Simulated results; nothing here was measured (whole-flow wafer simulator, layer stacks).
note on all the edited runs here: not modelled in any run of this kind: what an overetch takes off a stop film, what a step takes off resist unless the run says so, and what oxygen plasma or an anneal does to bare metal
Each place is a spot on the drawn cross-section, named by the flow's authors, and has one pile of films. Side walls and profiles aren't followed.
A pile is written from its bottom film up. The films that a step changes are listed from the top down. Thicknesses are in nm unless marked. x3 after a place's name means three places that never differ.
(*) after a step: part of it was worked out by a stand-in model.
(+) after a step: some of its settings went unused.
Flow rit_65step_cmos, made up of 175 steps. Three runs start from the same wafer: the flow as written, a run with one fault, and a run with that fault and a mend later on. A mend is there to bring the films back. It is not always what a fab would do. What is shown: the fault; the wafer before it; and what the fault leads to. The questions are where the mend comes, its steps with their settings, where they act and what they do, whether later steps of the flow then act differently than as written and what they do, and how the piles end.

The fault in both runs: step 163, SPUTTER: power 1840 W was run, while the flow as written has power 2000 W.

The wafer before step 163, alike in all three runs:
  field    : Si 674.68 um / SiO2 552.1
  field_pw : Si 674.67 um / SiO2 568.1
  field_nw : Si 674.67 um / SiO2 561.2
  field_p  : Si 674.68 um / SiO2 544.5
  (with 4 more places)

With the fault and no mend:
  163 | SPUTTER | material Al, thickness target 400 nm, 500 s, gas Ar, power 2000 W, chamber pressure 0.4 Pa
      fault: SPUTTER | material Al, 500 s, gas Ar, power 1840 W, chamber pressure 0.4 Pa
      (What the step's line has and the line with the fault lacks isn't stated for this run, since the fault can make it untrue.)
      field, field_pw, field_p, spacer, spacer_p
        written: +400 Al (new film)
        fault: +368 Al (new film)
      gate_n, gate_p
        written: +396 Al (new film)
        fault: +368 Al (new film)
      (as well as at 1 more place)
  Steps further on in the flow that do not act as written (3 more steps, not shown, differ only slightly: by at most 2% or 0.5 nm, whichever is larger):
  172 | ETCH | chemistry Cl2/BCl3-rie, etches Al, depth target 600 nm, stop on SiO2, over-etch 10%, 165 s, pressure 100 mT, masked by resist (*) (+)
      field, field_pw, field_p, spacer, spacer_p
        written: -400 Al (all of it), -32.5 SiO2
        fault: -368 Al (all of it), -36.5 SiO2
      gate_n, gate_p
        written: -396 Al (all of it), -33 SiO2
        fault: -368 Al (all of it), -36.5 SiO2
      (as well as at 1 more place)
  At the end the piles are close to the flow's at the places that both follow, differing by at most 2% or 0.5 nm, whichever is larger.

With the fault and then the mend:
  After step 164 comes the mend.
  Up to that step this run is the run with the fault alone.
  164a | SPUTTER | material Al, thickness target 32 nm, 40 s, gas Ar, power 2000 W, chamber pressure 0.4 Pa (the flow's step 163 again, with other settings)
      field, field_pw, field_nw, field_p, spacer, spacer_p
        +32 Al
      gate_n, gate_p
        +31.3 Al
  None of the later steps of the flow differs from how it acts as written, at any place that is followed, by more than 2% or 0.5 nm, whichever is larger.
  At the end the piles are close to the flow's at the places that both follow, differing by at most 2% or 0.5 nm, whichever is larger.
